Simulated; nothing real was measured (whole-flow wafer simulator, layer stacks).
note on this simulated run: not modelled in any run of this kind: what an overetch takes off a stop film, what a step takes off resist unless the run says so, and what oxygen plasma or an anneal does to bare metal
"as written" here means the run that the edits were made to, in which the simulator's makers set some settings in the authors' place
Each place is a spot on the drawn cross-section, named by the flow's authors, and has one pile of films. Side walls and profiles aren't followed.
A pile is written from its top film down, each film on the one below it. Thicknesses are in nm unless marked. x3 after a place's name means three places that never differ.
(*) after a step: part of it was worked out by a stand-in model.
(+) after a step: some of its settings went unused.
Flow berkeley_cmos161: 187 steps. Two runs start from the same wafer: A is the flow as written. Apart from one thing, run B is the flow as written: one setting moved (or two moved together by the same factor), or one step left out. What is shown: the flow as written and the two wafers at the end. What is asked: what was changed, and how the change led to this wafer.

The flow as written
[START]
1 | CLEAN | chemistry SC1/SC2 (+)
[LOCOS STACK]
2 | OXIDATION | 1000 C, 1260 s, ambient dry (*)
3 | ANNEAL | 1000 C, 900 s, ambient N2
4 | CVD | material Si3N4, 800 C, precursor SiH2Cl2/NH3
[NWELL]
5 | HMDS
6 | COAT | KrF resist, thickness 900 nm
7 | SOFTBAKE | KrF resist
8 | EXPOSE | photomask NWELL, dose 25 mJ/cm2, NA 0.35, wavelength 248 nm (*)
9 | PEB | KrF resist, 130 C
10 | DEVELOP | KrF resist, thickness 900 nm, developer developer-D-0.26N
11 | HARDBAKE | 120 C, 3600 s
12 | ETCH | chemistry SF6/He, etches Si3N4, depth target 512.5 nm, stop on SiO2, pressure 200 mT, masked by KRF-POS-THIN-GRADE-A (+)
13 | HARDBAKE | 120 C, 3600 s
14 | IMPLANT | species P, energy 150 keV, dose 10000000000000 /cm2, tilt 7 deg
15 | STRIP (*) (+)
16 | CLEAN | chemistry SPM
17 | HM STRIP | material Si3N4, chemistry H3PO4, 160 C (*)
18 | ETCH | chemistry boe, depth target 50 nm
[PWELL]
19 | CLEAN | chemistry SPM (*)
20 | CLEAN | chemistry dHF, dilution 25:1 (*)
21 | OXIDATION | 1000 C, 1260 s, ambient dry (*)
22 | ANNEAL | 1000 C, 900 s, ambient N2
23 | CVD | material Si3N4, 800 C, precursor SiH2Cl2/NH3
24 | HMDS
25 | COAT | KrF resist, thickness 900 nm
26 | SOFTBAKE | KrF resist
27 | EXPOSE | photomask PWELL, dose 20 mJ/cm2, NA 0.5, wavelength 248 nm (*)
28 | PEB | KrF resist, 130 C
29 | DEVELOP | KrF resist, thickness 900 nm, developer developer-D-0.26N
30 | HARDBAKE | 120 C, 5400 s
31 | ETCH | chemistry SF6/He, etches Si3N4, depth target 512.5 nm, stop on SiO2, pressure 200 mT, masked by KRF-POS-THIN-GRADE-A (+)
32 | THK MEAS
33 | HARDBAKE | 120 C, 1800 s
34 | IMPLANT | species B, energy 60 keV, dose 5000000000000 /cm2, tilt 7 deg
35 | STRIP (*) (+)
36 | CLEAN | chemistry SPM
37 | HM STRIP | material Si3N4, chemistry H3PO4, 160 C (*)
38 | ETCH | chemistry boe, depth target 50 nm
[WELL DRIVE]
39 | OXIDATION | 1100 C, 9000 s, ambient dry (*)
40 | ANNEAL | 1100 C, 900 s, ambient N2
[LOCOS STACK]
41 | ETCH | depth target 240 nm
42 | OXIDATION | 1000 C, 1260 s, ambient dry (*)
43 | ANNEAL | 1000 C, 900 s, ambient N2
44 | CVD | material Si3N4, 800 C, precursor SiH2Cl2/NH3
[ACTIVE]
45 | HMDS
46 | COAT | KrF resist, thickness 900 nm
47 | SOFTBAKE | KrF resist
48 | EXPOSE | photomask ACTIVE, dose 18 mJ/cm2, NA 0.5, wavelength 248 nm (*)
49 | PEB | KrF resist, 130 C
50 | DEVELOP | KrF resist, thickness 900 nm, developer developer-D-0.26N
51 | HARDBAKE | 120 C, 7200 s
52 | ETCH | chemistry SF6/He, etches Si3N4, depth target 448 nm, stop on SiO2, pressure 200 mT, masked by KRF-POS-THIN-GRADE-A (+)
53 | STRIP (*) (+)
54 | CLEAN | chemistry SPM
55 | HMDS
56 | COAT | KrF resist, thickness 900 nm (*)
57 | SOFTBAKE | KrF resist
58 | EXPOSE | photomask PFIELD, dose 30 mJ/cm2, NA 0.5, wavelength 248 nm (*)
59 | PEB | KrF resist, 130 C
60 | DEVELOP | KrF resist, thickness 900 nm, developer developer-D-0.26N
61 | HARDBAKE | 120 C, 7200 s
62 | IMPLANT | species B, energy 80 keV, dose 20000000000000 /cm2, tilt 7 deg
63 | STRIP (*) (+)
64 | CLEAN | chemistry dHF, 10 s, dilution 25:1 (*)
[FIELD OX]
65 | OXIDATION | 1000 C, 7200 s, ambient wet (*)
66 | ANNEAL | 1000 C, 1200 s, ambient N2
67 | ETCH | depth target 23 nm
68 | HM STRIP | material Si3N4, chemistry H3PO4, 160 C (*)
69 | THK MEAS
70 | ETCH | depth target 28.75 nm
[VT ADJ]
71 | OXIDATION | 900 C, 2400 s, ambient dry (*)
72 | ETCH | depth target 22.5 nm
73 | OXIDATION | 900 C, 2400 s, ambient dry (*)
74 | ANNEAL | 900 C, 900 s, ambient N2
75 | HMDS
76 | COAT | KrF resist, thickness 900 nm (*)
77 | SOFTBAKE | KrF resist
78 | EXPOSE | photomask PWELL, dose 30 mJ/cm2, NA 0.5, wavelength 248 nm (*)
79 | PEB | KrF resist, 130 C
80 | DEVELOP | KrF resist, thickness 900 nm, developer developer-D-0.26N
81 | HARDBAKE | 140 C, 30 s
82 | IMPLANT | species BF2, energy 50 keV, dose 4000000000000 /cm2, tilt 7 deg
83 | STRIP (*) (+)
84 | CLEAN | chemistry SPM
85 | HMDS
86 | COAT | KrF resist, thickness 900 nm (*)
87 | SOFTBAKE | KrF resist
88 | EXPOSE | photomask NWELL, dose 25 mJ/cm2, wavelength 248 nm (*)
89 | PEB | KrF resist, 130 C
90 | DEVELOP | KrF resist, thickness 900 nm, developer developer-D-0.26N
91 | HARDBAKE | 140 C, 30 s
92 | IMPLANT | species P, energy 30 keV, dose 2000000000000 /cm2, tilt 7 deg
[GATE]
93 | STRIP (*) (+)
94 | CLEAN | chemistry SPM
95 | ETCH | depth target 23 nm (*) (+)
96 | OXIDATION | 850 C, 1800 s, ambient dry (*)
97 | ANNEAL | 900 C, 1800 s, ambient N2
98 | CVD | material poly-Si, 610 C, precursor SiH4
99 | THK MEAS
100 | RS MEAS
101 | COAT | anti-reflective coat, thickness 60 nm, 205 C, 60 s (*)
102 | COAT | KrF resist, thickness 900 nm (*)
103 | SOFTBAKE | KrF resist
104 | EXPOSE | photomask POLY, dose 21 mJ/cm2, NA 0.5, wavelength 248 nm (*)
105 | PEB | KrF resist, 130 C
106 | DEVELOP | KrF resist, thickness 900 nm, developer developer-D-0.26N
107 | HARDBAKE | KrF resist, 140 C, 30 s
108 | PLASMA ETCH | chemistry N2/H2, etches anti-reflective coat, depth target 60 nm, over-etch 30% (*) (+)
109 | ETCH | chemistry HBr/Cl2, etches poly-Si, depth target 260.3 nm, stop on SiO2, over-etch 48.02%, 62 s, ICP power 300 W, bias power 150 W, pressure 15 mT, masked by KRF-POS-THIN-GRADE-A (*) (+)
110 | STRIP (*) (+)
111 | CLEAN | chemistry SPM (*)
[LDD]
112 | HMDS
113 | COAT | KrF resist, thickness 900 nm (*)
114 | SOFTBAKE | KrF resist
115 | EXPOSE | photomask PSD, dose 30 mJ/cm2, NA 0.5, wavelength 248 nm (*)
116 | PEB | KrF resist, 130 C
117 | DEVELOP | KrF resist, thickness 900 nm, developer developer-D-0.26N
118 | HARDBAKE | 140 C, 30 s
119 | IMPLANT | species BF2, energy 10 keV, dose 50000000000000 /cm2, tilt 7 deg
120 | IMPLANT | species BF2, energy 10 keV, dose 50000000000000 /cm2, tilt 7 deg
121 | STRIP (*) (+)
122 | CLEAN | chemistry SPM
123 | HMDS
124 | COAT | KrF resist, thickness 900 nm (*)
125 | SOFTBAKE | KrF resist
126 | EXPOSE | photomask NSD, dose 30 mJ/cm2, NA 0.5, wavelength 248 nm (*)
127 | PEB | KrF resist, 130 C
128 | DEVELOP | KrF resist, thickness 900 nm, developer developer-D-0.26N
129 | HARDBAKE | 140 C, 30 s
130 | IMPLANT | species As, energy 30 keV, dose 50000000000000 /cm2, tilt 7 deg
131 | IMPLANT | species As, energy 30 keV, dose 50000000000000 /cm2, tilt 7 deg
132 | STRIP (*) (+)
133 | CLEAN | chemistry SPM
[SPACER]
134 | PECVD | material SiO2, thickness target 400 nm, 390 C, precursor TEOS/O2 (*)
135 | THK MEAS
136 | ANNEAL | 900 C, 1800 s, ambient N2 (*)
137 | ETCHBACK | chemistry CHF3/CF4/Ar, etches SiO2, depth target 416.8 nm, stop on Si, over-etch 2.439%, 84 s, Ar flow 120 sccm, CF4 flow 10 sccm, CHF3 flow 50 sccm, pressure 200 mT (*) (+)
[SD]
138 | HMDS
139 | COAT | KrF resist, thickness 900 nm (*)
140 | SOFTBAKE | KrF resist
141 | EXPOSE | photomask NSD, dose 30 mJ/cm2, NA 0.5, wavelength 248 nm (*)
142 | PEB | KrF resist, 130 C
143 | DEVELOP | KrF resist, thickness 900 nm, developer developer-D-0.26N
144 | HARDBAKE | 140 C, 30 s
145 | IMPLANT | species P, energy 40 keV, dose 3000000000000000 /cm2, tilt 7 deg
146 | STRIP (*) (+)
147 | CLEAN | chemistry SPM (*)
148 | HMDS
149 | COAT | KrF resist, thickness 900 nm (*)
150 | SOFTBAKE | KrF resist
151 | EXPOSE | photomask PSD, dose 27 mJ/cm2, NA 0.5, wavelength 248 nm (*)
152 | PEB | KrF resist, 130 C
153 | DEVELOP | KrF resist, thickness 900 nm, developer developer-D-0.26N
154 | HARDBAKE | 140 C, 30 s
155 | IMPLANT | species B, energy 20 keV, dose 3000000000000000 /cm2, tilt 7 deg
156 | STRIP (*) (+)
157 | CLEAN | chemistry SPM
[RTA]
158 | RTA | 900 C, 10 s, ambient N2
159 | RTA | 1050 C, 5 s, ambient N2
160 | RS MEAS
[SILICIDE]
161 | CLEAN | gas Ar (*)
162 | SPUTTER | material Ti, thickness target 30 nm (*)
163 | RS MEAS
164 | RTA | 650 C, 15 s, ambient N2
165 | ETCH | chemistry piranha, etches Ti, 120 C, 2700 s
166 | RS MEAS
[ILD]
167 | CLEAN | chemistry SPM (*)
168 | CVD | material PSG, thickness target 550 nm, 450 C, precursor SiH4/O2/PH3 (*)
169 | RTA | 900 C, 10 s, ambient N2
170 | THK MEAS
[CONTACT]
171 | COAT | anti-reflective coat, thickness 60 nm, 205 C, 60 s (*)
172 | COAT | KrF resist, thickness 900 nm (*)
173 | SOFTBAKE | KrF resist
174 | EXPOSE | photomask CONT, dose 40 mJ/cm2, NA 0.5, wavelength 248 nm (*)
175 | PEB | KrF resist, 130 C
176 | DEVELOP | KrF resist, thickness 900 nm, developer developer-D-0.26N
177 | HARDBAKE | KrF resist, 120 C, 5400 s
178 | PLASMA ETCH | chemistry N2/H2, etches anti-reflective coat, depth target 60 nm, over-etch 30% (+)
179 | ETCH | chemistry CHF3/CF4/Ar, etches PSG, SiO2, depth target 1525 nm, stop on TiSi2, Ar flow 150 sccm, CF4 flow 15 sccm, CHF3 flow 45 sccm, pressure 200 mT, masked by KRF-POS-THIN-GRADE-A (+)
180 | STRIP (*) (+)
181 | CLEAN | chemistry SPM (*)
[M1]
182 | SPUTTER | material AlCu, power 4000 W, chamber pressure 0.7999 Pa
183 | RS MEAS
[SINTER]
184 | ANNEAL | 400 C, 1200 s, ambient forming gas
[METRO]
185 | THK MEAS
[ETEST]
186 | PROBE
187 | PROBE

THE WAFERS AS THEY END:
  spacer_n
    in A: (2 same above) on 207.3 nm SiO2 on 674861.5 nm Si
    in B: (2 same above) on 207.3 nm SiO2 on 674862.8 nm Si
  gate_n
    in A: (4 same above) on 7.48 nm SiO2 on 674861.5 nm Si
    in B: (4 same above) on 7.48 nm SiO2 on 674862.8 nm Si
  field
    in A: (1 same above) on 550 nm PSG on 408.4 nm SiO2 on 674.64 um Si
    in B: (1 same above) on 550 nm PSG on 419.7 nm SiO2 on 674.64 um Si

Cause: step 72, ETCH: depth target 11.2 nm was run, while the flow as written has depth target 22.5 nm.

Step by step, how the change led to this:
  72 | ETCH | depth target 22.5 nm
      sd_n, spacer_n, gate_n, sd_p, spacer_p, gate_p, contact, m1: A SiO2 loses 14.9 (all of it) | B SiO2 loses 11.2
      field: A SiO2 loses 22.5 | B SiO2 loses 11.2
  73 | OXIDATION | 900 C, 2400 s, ambient dry (*)
      sd_n, spacer_n, gate_n, sd_p, spacer_p, gate_p, contact, m1: A SiO2 gains 14.9 (new film), Si loses 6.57 | B SiO2 gains 12, Si loses 5.26
  95 | ETCH | depth target 23 nm (*) (+)
      sd_n, spacer_n, gate_n, sd_p, spacer_p, gate_p, contact, m1: A SiO2 loses 14.9 (all of it) | B SiO2 loses 15.7 (all of it)
  101 | COAT | anti-reflective coat, thickness 60 nm, 205 C, 60 s (*)
      sd_n: A anti-reflective coat gains 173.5 (new film) | B anti-reflective coat gains 181.6 (new film)
      spacer_n: A anti-reflective coat gains 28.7 (new film) | B anti-reflective coat gains 26.9 (new film)
      (and at 4 other places as well)
  108 | PLASMA ETCH | chemistry N2/H2, etches anti-reflective coat, depth target 60 nm, over-etch 30% (*) (+)
      sd_n: A anti-reflective coat loses 173.5 (all of it), poly-Si loses 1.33 | B anti-reflective coat loses 181.6 (all of it), poly-Si loses 1.4
      spacer_n: A anti-reflective coat loses 28.7 (all of it), poly-Si loses 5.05 | B anti-reflective coat loses 26.9 (all of it), poly-Si loses 5.36
      (and at 2 other places as well)
  110 | STRIP (*) (+)
      gate_n: A chemical SiO2 gains 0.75 (new film), KrF resist loses 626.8 (all of it), anti-reflective coat loses 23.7 (all of it), poly-Si loses 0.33 | B chemical SiO2 gains 0.75 (new film), KrF resist loses 633.4 (all of it), anti-reflective coat loses 21.9 (all of it), poly-Si loses 0.33
      gate_p: A chemical SiO2 gains 0.75 (new film), KrF resist loses 598.2 (all of it), anti-reflective coat loses 27.9 (all of it), poly-Si loses 0.33 | B chemical SiO2 gains 0.75 (new film), KrF resist loses 602.1 (all of it), anti-reflective coat loses 26.9 (all of it), poly-Si loses 0.33
  171 | COAT | anti-reflective coat, thickness 60 nm, 205 C, 60 s (*)
      sd_n: A anti-reflective coat gains 149.7 (new film) | B anti-reflective coat gains 158 (new film)
      m1: A anti-reflective coat gains 97.8 (new film) | B anti-reflective coat gains 100.3 (new film)
  180 | STRIP (*) (+)
      sd_n: A KrF resist loses 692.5 (all of it), anti-reflective coat loses 149.7 (all of it) | B KrF resist loses 690.6 (all of it), anti-reflective coat loses 158 (all of it)
      m1: A KrF resist loses 739.9 (all of it), anti-reflective coat loses 97.8 (all of it) | B KrF resist loses 743.4 (all of it), anti-reflective coat loses 100.3 (all of it)
